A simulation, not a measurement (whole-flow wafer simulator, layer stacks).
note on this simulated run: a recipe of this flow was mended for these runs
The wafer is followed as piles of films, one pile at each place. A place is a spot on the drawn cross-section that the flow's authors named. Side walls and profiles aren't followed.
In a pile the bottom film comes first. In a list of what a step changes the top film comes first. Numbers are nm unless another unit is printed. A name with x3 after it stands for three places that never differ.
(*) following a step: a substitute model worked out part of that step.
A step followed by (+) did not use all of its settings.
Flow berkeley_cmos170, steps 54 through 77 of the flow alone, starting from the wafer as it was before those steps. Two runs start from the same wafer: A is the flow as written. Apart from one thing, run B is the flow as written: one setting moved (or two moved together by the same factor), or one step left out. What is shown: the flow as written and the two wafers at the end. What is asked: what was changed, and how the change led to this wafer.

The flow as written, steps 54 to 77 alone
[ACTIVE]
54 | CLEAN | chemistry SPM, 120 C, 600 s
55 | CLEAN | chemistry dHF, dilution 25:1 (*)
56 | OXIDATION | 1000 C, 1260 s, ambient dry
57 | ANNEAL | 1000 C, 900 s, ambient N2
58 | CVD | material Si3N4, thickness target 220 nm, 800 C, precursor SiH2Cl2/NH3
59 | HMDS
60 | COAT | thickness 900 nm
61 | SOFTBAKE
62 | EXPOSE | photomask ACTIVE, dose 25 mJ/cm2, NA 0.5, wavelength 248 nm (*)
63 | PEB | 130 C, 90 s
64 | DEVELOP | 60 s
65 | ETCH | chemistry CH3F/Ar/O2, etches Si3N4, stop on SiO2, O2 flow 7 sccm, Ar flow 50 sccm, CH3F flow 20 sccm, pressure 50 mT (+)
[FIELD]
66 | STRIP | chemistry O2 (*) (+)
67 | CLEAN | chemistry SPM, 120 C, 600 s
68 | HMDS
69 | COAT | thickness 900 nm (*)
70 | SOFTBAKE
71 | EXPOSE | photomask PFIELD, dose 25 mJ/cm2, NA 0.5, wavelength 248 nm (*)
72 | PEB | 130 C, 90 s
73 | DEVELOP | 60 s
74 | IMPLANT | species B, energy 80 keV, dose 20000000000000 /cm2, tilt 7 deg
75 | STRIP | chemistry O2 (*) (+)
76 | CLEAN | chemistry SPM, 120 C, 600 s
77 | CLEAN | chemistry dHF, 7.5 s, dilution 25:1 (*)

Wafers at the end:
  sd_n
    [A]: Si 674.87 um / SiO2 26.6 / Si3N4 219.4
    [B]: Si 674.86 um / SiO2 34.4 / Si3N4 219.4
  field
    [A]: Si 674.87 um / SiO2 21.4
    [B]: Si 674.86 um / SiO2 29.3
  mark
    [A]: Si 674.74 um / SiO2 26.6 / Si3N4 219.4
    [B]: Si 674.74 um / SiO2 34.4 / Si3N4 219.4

Cause: step 56, OXIDATION: 1030 C was run, whereas the flow has 1000 C.

How this came from the change, step by step:
  56 | OXIDATION | 1000 C, 1260 s, ambient dry
      field, mark, sd_n and 10 more: A SiO2 gains 26.6 (new film), Si loses 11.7 | B SiO2 gains 34.4 (new film), Si loses 15.1
